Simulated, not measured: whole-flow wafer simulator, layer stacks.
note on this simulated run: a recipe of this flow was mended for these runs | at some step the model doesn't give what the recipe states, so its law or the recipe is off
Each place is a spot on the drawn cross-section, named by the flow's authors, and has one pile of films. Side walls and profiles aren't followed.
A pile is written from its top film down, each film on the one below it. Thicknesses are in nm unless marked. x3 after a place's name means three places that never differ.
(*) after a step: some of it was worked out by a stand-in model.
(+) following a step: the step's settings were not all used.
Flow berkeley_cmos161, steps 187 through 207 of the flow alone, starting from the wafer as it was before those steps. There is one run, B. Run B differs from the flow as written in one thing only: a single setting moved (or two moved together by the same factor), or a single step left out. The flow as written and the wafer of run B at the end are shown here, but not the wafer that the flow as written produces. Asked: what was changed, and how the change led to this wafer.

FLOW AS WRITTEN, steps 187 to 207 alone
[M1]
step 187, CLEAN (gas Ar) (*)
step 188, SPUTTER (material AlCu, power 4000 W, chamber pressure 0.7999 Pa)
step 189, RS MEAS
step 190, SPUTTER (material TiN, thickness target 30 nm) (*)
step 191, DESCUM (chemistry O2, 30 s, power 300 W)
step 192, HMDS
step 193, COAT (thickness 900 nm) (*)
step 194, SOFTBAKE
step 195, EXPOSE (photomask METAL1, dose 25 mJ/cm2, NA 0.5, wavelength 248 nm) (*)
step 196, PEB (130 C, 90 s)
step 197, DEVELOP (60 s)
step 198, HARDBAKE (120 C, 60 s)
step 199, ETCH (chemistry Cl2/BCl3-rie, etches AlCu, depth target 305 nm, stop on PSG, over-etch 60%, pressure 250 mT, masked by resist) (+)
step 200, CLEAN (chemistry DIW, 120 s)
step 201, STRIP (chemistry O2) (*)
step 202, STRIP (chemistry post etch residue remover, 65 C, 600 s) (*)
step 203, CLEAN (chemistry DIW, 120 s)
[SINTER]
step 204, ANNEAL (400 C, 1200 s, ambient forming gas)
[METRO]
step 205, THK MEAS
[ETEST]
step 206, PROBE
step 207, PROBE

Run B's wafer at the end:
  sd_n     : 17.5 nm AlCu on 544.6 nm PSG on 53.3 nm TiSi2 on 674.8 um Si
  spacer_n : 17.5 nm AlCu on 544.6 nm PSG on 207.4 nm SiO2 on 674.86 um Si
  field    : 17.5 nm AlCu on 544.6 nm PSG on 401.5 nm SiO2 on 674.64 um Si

What caused this: step 199, ETCH: depth target 179 nm was run, whereas the flow has depth target 305 nm.

How this came from the change, step by step:
  step 199, ETCH (chemistry Cl2/BCl3-rie, etches AlCu, depth target 305 nm, stop on PSG, over-etch 60%, pressure 250 mT, masked by resist) (+)
      field, sd_n, spacer_n, gate_n, spacer_p, gate_p: -30 TiN (all of it), -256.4 AlCu (as written it would have been: -30 TiN (all of it), -275.8 AlCu (all of it), -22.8 PSG)
      contact, m1: -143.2 KrF-resist (as written it would have been: -244 KrF-resist)
      (also at 1 further place)
  step 201, STRIP (chemistry O2) (*)
      contact: -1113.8 KrF-resist (all of it) (as written it would have been: -1013 KrF-resist (all of it))
      m1: -638.3 KrF-resist (all of it) (as written it would have been: -537.5 KrF-resist (all of it))
  step 202, STRIP (chemistry post etch residue remover, 65 C, 600 s) (*)
      field, sd_n, spacer_n, gate_n, spacer_p, gate_p: -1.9 AlCu (as written it would have been: nothing)
With metal films that touch counted as one body, sd_n has 1 body; the flow as written gives 0 bodies.
With metal films that touch counted as one body, spacer_n has 1 body; the flow as written gives 0 bodies.
With metal films that touch counted as one body, field has 1 body; the flow as written gives 0 bodies.
